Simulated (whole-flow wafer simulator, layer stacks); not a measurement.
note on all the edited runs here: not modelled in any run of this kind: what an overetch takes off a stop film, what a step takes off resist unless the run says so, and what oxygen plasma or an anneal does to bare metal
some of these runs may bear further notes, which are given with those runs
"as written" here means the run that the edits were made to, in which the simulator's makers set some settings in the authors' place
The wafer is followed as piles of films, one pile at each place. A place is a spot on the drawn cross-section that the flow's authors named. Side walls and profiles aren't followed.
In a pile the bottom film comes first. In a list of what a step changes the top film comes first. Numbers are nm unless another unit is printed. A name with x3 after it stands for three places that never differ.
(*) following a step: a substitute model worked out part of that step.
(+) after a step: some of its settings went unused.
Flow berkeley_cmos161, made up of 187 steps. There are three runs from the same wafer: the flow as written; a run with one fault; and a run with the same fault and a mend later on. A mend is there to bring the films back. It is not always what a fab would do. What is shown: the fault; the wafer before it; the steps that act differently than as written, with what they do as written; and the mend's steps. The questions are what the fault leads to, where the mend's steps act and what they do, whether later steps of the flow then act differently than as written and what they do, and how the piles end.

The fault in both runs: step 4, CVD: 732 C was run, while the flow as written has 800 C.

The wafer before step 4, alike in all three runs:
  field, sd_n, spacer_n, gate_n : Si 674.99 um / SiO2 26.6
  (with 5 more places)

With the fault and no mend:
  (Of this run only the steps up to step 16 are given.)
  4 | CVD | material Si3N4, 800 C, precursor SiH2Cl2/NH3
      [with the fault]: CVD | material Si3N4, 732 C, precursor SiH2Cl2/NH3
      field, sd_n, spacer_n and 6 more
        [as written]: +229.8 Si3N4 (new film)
        [with the fault]: +86.5 Si3N4 (new film)
  Steps further on in the flow that do not act as written (not shown: 1 more step that differs only slightly, by at most 2% or 0.5 nm, whichever is larger):
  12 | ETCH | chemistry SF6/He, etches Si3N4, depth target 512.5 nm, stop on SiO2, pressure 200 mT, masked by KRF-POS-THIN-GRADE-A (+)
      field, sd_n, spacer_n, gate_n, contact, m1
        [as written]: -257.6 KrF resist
        [with the fault]: -101.9 KrF resist
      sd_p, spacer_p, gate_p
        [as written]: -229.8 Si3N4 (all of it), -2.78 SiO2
        [with the fault]: -86.5 Si3N4 (all of it), -2.78 SiO2
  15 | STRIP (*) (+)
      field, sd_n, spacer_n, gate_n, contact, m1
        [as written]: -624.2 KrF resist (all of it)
        [with the fault]: -779.8 KrF resist (all of it)
  The piles after step 16 differ from the flow's at field, sd_n, spacer_n, gate_n, contact, m1 by more than 2% or 0.5 nm, whichever is larger.
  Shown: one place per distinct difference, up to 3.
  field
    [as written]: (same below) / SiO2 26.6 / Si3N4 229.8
    [with the fault]: (same below) / SiO2 26.6 / Si3N4 86.5

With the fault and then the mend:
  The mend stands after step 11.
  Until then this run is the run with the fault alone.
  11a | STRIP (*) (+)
      field, sd_n, spacer_n, gate_n, contact, m1
        -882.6 KrF resist (all of it)
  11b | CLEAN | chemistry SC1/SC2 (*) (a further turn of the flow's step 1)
      alters no film at any place that is followed
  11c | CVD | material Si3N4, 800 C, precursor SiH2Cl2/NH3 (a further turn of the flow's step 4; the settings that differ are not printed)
      field, sd_n, spacer_n and 6 more
        +143.3 Si3N4
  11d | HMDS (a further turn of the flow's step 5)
      alters no film at any place that is followed
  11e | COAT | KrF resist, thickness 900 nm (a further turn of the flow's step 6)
      field, sd_n, spacer_n and 6 more
        +900 KrF resist (new film)
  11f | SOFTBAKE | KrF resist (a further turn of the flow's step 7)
      alters no film at any place that is followed
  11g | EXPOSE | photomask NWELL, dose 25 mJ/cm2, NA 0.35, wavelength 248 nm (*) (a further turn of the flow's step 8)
      alters no film at any place that is followed
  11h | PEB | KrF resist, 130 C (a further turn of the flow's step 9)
      field, sd_n, spacer_n and 6 more
        -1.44 KrF resist
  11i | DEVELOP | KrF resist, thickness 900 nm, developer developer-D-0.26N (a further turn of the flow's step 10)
      field, sd_n, spacer_n, gate_n, contact, m1
        -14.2 KrF resist
      sd_p, spacer_p, gate_p
        -898.6 KrF resist (all of it)
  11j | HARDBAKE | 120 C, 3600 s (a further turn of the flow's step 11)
      field, sd_n, spacer_n, gate_n, contact, m1
        -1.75 KrF resist
  Every later step of the flow that is run acts as written, at every place that is followed, to within 2% or 0.5 nm, whichever is larger.
  By the end, the piles equal the flow's at every place that both follow.
